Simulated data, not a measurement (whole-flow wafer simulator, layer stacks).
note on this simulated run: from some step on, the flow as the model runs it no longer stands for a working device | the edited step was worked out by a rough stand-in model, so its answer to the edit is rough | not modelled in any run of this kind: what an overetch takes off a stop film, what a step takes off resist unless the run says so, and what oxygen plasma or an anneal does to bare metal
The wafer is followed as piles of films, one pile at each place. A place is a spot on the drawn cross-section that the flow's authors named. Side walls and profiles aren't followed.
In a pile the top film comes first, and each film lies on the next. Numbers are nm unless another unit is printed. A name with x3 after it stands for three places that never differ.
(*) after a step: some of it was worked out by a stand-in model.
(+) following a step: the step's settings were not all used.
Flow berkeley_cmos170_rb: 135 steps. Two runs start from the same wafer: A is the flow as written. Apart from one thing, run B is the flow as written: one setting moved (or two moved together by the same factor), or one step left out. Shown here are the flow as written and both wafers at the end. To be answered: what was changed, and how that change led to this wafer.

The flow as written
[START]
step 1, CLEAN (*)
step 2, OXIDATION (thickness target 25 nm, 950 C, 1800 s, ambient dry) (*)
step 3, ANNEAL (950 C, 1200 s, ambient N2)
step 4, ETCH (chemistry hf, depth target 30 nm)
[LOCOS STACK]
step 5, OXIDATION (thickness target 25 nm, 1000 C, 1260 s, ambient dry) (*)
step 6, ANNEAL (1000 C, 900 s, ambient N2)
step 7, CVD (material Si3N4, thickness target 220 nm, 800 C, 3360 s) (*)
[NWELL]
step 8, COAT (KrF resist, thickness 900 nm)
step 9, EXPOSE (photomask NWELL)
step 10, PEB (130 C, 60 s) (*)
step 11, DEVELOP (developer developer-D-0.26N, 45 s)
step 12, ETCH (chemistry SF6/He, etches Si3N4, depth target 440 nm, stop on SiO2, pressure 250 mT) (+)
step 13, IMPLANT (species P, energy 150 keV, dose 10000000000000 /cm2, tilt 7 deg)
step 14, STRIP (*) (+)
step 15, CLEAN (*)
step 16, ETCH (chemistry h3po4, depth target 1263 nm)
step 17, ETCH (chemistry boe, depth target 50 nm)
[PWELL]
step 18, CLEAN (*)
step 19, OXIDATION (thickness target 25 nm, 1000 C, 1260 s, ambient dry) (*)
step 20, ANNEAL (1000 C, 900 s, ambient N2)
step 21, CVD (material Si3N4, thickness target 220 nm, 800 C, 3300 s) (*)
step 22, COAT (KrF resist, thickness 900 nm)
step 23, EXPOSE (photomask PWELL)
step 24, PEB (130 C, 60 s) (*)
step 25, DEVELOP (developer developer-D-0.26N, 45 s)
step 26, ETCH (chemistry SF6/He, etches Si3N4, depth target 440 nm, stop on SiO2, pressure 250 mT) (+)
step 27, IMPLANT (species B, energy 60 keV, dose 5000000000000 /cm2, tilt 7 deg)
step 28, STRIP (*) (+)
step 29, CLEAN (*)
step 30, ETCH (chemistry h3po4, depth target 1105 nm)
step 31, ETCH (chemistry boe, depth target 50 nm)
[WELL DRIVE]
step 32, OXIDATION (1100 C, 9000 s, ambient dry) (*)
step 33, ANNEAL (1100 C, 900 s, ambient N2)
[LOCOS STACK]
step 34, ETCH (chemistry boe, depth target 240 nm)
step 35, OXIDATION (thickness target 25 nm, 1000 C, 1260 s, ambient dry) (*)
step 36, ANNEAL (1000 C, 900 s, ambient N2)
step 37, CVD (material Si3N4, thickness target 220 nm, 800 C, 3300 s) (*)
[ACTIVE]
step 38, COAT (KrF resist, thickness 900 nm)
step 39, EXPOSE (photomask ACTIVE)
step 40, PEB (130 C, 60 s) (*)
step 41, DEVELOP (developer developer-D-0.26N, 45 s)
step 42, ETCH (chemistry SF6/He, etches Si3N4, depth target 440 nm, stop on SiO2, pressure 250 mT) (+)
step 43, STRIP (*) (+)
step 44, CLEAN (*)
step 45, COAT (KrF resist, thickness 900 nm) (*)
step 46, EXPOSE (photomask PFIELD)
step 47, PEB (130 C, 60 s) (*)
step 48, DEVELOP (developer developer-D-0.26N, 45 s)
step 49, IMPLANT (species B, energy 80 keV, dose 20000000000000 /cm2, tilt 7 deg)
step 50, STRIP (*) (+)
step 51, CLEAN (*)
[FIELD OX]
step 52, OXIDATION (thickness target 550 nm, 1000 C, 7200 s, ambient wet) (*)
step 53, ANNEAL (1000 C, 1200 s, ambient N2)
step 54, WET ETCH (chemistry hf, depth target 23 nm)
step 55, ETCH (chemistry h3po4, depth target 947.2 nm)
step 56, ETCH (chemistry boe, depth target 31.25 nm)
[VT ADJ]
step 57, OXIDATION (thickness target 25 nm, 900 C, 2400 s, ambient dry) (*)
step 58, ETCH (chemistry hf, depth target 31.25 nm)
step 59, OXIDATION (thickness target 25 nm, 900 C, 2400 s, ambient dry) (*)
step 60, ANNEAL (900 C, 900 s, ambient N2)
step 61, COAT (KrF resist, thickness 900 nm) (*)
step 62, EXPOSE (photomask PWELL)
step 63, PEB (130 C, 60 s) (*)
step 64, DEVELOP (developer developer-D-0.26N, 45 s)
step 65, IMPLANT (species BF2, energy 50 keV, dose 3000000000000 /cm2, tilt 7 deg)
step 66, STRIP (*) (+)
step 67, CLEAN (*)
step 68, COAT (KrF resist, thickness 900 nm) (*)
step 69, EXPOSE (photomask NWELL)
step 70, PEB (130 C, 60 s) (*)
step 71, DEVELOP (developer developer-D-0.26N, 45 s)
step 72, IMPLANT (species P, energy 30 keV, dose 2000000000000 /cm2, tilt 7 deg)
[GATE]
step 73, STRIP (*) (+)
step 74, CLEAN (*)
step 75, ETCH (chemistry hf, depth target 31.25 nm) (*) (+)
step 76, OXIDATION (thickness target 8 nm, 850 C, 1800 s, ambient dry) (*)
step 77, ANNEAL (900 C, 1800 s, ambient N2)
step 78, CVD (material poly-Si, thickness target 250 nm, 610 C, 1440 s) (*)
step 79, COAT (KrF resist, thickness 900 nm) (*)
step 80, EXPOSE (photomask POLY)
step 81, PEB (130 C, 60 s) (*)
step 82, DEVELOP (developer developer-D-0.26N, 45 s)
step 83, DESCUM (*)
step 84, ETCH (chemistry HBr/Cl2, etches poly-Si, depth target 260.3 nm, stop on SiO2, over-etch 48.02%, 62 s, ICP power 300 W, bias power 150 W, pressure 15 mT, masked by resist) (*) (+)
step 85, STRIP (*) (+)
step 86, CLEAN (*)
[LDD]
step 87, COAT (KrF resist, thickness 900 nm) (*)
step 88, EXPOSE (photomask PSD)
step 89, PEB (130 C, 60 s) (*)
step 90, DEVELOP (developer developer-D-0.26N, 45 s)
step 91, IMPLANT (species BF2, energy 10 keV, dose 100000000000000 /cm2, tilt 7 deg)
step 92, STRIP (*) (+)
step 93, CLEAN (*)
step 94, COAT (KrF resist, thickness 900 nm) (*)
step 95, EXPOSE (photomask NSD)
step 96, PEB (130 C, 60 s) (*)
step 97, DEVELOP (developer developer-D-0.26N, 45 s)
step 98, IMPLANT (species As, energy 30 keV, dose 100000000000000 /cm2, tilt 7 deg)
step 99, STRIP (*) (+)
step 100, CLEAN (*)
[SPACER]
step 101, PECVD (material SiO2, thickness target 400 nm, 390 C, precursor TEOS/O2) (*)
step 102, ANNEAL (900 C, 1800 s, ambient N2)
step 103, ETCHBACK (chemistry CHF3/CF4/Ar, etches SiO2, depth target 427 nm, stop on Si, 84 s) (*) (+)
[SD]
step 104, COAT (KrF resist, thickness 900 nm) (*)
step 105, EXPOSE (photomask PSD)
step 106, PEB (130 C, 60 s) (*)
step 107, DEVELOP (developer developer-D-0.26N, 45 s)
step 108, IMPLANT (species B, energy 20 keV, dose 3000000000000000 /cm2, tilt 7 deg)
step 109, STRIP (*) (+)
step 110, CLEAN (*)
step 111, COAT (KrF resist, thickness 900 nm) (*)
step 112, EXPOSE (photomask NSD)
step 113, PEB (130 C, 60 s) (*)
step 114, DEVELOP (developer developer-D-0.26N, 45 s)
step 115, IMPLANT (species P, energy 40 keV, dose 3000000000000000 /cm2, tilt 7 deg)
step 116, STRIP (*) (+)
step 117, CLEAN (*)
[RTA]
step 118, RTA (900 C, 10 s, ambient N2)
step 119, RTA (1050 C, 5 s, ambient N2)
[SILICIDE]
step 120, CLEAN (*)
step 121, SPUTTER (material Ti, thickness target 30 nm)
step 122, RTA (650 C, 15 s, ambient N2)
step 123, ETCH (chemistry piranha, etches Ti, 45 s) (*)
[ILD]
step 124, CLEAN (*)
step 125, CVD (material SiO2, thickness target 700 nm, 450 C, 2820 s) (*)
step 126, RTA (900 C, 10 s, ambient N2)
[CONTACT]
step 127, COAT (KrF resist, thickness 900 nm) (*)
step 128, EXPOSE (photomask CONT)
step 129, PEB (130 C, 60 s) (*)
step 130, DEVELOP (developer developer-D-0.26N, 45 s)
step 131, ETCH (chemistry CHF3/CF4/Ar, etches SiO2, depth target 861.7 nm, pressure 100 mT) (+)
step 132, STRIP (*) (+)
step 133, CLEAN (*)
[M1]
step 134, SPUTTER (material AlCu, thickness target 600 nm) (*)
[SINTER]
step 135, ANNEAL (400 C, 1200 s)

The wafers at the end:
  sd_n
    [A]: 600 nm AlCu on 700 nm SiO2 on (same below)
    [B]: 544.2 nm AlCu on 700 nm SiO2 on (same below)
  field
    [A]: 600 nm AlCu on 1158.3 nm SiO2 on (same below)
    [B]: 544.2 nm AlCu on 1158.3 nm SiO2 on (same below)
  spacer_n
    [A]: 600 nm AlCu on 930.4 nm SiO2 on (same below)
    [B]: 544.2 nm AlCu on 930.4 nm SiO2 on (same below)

The reason: step 134, SPUTTER: thickness target 544.2 nm was run, while the flow as written has thickness target 600 nm.
The wafer lets one read it off: sd_n has AlCu 544.2, and step 134 as written asks for 600 nm.

How this came from the change, step by step:
  step 134, SPUTTER (material AlCu, thickness target 600 nm) (*)
      field, sd_n, spacer_n, gate, spacer_p, gate_p, m1: A +600 AlCu (new film) | B +544.2 AlCu (new film)
      sd_p: A +545.9 AlCu (new film) | B +492.7 AlCu (new film)
      (as well as at 1 more place)
